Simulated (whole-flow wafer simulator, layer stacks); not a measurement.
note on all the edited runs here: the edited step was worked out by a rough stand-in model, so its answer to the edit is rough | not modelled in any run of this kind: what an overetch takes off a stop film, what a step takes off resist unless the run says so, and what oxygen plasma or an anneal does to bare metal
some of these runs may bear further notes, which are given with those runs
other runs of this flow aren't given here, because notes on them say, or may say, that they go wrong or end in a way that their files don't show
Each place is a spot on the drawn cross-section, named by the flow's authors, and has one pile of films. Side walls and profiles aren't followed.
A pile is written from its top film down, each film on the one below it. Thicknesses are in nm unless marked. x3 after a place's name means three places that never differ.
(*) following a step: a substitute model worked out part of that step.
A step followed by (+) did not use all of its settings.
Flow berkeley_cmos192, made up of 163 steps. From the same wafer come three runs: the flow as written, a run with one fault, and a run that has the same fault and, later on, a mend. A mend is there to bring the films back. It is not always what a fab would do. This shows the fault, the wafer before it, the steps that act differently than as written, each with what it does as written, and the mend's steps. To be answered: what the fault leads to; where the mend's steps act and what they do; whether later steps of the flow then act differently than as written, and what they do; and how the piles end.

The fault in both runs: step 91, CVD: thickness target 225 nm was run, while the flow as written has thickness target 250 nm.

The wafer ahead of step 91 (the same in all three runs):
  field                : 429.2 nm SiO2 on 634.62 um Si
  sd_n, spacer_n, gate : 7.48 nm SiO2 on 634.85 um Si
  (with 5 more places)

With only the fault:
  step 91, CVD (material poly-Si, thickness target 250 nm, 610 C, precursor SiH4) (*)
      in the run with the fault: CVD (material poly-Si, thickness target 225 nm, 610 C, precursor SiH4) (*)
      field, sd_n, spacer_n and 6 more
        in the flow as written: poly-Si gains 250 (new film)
        in the run with the fault: poly-Si gains 225 (new film)
  Steps later in the flow that act otherwise than as written (18 other steps are not shown; they differ only slightly, by no more than 2% or 0.5 nm, whichever is larger):
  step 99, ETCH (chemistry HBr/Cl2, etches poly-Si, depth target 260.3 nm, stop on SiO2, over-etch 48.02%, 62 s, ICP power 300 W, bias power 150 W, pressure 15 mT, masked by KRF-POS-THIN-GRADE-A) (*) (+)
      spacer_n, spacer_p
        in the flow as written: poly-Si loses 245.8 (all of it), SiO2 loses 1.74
        in the run with the fault: poly-Si loses 220.8 (all of it), SiO2 loses 3.66
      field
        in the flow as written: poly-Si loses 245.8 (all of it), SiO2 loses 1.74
        in the run with the fault: poly-Si loses 220.9 (all of it), SiO2 loses 3.66
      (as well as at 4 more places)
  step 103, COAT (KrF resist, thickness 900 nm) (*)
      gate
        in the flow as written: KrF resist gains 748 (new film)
        in the run with the fault: KrF resist gains 768.7 (new film)
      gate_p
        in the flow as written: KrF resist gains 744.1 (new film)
        in the run with the fault: KrF resist gains 764.7 (new film)
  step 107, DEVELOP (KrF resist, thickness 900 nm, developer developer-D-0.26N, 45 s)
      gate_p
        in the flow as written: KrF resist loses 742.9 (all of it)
        in the run with the fault: KrF resist loses 763.5 (all of it)
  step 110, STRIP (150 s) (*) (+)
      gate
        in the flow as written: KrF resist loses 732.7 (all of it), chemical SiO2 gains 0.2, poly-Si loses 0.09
        in the run with the fault: KrF resist loses 753.3 (all of it), chemical SiO2 gains 0.2, poly-Si loses 0.09
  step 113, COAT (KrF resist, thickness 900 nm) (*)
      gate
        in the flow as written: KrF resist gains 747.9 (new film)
        in the run with the fault: KrF resist gains 767.9 (new film)
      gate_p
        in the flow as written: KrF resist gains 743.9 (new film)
        in the run with the fault: KrF resist gains 763.9 (new film)
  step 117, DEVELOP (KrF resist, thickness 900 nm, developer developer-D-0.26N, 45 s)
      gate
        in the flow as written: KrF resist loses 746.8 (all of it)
        in the run with the fault: KrF resist loses 766.7 (all of it)
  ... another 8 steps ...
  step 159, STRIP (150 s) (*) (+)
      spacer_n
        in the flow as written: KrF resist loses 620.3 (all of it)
        in the run with the fault: KrF resist loses 633.2 (all of it)
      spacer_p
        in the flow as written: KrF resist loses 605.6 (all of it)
        in the run with the fault: KrF resist loses 618.5 (all of it)
  At spacer_n, gate, spacer_p, gate_p, the piles at the end differ from the flow's by more than 2% or 0.5 nm, whichever is larger.
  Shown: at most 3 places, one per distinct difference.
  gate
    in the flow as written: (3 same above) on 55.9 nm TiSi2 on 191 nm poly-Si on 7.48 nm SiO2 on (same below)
    in the run with the fault: (3 same above) on 55.9 nm TiSi2 on 166 nm poly-Si on 7.48 nm SiO2 on (same below)
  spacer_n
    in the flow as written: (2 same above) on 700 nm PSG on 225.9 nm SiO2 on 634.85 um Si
    in the run with the fault: (2 same above) on 700 nm PSG on 200.9 nm SiO2 on 634.85 um Si
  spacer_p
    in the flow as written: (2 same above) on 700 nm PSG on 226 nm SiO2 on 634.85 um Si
    in the run with the fault: (2 same above) on 700 nm PSG on 201 nm SiO2 on 634.85 um Si

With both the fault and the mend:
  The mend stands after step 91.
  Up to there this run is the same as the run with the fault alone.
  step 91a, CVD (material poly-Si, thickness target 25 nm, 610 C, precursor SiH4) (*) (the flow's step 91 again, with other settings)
      field, sd_n, spacer_n and 6 more
        poly-Si gains 25
  Later steps of the flow that are run all act as written at every place that is followed.
  At every place that both follow, the piles at the end match the flow's.
